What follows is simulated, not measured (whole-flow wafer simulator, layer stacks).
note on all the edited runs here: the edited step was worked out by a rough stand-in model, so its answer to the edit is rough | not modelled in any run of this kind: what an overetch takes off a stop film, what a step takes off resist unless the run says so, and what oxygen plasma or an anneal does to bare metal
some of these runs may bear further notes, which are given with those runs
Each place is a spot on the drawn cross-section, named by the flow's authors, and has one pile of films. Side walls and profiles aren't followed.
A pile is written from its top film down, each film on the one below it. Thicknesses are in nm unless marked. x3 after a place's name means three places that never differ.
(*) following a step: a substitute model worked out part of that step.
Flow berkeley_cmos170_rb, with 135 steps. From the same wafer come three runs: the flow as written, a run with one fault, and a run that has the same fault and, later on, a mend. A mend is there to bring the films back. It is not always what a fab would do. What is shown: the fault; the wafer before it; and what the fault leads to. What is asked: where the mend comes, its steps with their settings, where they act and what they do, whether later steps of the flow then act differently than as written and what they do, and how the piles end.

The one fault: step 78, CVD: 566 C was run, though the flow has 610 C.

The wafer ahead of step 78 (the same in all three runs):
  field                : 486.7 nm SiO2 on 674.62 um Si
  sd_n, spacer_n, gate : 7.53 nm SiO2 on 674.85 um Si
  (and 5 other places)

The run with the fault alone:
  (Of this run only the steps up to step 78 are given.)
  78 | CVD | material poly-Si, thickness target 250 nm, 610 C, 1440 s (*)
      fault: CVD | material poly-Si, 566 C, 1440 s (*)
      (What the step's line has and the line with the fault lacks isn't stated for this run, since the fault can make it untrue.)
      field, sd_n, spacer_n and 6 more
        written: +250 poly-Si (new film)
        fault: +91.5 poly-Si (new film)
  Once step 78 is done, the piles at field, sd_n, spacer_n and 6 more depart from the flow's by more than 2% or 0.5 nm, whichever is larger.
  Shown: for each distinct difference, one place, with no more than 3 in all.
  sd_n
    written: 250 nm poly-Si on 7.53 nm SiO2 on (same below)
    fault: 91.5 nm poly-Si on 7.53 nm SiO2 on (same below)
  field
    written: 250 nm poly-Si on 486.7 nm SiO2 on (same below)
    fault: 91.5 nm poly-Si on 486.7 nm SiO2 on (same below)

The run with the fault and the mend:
  After step 78 comes the mend.
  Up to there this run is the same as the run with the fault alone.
  78a | ETCH | chemistry tmah, depth target 105.2 nm
      field, sd_n, spacer_n and 6 more
        -91.5 poly-Si (all of it)
  78b | CLEAN (*) (the flow's step 74 again)
      leaves every film unchanged at each place that is followed
  78c | CVD | material poly-Si, thickness target 250 nm, 610 C, 1440 s (*) (the flow's step 78 again)
      field, sd_n, spacer_n and 6 more
        +250 poly-Si (new film)
  Later steps of the flow that are run all act as written at every place that is followed.
  The piles end the same as the flow's at every place that both follow.
